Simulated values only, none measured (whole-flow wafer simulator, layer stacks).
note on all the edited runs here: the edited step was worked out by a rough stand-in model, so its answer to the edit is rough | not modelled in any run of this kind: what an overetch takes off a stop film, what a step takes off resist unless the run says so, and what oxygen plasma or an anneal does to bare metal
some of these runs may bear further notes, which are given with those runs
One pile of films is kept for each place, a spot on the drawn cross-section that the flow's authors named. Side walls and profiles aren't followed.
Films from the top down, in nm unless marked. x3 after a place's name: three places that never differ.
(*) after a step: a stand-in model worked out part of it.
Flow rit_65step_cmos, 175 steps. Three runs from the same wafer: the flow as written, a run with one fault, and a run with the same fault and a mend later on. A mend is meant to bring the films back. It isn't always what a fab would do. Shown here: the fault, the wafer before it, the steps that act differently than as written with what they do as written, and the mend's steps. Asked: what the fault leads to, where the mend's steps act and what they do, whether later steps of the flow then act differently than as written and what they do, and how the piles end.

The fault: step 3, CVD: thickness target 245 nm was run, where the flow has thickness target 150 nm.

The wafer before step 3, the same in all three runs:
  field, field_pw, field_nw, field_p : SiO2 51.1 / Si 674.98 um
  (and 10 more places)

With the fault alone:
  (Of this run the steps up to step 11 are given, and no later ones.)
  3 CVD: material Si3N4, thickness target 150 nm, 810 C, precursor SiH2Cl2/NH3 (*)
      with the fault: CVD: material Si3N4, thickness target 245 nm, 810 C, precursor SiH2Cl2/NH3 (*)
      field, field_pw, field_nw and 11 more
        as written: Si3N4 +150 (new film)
        with the fault: Si3N4 +245 (new film)
  No later step of the flow up to step 11 acts differently than as written at any place that is followed.
  After step 11 the piles differ from the flow's by more than 2% or 0.5 nm, whichever is larger, at field, field_pw, field_nw and 11 more.
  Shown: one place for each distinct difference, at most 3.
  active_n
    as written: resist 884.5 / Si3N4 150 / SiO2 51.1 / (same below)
    with the fault: resist 884.5 / Si3N4 245 / SiO2 51.1 / (same below)
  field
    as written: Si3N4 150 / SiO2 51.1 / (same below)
    with the fault: Si3N4 245 / SiO2 51.1 / (same below)

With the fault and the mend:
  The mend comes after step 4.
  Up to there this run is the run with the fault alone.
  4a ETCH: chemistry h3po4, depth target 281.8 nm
      field, field_pw, field_nw and 11 more
        Si3N4 -245 (all of it)
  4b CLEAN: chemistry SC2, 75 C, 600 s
      changes no film at any place that is followed
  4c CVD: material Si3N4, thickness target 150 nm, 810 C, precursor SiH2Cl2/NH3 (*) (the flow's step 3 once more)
      field, field_pw, field_nw and 11 more
        Si3N4 +150 (new film)
  No later step of the flow acts differently than as written at any place that is followed.
  At the end the piles are the same as the flow's at every place that both follow.
